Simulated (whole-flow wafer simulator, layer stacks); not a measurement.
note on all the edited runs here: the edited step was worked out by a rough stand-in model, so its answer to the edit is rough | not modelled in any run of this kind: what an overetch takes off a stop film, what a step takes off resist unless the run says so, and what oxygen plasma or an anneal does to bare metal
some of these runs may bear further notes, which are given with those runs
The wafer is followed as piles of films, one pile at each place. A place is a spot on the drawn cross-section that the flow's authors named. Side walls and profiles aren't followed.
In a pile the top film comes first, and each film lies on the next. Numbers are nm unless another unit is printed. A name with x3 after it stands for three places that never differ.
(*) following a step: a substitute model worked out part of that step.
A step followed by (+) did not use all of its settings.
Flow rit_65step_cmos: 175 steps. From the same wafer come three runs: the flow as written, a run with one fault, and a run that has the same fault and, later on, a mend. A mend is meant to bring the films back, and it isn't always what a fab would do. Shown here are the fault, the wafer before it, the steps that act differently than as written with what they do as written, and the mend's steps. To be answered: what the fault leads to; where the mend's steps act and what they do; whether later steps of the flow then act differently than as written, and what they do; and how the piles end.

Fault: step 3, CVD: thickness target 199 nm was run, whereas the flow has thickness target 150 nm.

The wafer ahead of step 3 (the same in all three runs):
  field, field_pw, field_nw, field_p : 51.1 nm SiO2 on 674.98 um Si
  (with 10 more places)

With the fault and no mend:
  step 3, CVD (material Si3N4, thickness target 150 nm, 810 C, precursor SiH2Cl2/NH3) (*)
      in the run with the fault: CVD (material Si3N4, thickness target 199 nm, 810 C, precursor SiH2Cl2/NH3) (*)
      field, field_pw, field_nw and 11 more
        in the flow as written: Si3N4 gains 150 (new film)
        in the run with the fault: Si3N4 gains 199 (new film)
  Steps later in the flow that act otherwise than as written (not shown: 56 more steps that differ only slightly, by at most 2% or 0.5 nm, whichever is larger):
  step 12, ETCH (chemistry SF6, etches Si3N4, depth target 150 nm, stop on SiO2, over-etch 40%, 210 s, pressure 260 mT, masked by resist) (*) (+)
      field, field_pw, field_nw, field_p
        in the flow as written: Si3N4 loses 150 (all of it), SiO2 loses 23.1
        in the run with the fault: Si3N4 loses 199 (all of it), SiO2 loses 4.23
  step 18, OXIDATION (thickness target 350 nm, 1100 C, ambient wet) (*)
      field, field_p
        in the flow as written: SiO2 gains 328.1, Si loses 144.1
        in the run with the fault: SiO2 gains 314.7, Si loses 138.2
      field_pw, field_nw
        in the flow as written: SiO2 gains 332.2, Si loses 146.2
        in the run with the fault: SiO2 gains 318.5, Si loses 140.2
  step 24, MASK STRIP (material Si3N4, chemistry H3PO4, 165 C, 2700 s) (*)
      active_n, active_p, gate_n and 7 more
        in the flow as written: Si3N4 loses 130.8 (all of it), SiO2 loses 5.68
        in the run with the fault: Si3N4 loses 179.8 (all of it), SiO2 loses 3.81
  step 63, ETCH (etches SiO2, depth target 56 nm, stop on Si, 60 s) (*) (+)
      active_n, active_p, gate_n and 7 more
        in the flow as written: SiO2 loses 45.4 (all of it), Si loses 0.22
        in the run with the fault: SiO2 loses 47.3 (all of it), Si loses 0.18
  When the end is reached, the piles differ only a little from the flow's at the places that both follow, at most by 2% or 0.5 nm, whichever is larger.

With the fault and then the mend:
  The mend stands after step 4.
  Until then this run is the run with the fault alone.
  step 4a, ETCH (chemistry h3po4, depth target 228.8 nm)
      field, field_pw, field_nw and 11 more
        Si3N4 loses 199 (all of it)
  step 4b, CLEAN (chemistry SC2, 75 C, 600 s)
      leaves every film unchanged at each place that is followed
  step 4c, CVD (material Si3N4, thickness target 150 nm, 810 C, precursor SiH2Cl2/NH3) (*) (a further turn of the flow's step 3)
      field, field_pw, field_nw and 11 more
        Si3N4 gains 150 (new film)
  Later steps of the flow that are run all act as written at every place that is followed.
  By the end, the piles equal the flow's at every place that both follow.
